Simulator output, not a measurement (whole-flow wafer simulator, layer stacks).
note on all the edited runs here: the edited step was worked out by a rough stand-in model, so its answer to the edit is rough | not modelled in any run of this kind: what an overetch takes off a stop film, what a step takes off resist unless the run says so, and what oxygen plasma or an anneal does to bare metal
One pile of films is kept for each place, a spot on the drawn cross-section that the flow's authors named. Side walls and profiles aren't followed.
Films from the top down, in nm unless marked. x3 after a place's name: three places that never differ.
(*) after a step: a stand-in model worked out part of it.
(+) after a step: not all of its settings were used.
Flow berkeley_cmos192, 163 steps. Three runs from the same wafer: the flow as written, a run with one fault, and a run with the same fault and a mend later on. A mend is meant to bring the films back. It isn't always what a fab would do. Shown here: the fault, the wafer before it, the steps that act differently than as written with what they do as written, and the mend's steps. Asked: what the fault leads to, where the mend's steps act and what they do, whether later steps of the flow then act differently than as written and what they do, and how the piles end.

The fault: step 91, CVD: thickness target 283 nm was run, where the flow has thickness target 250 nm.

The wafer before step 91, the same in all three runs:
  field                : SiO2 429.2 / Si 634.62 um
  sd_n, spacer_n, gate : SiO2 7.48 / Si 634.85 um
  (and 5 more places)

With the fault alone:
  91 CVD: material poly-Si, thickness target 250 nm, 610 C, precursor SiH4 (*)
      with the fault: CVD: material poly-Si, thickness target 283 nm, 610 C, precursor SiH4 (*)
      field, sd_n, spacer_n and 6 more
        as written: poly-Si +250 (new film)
        with the fault: poly-Si +283 (new film)
  Later steps of the flow that act differently than as written (17 more steps differ only slightly, by at most 2% or 0.5 nm, whichever is larger, and aren't shown):
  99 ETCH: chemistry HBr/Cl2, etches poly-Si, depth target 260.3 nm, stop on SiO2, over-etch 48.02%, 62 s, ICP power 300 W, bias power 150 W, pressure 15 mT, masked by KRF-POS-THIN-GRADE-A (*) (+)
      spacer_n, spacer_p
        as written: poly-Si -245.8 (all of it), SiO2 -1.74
        with the fault: poly-Si -278.7 (all of it), SiO2 -0.53
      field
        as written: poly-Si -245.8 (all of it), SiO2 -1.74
        with the fault: poly-Si -278.8 (all of it), SiO2 -0.53
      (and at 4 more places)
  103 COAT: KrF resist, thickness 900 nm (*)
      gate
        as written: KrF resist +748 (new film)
        with the fault: KrF resist +720.6 (new film)
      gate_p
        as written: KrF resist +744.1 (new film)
        with the fault: KrF resist +716.7 (new film)
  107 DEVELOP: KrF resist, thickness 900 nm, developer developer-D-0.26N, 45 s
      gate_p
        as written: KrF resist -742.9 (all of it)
        with the fault: KrF resist -715.6 (all of it)
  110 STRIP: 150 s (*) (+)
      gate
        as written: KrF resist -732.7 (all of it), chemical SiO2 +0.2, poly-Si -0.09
        with the fault: KrF resist -705.3 (all of it), chemical SiO2 +0.2, poly-Si -0.09
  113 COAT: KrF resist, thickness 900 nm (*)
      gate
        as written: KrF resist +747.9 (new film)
        with the fault: KrF resist +720.5 (new film)
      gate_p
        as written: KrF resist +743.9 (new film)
        with the fault: KrF resist +716.5 (new film)
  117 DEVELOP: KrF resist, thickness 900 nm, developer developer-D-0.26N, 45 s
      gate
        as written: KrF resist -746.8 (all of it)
        with the fault: KrF resist -719.4 (all of it)
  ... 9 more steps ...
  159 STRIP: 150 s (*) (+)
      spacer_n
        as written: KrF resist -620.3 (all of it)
        with the fault: KrF resist -602.4 (all of it)
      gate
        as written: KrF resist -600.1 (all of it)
        with the fault: KrF resist -584.3 (all of it)
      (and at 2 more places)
  At the end the piles differ from the flow's by more than 2% or 0.5 nm, whichever is larger, at spacer_n, gate, spacer_p, gate_p.
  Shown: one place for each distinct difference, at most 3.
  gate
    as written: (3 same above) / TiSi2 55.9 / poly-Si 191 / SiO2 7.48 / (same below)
    with the fault: (3 same above) / TiSi2 55.9 / poly-Si 224 / SiO2 7.48 / (same below)
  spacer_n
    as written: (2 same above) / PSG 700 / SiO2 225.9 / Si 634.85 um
    with the fault: (2 same above) / PSG 700 / SiO2 258.9 / Si 634.85 um
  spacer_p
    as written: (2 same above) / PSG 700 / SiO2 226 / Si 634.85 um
    with the fault: (2 same above) / PSG 700 / SiO2 259 / Si 634.85 um

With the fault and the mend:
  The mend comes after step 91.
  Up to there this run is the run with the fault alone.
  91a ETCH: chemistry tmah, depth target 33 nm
      field, sd_n, spacer_n and 6 more
        poly-Si -33
  No later step of the flow acts differently than as written at any place that is followed.
  At the end the piles are the same as the flow's at every place that both follow.
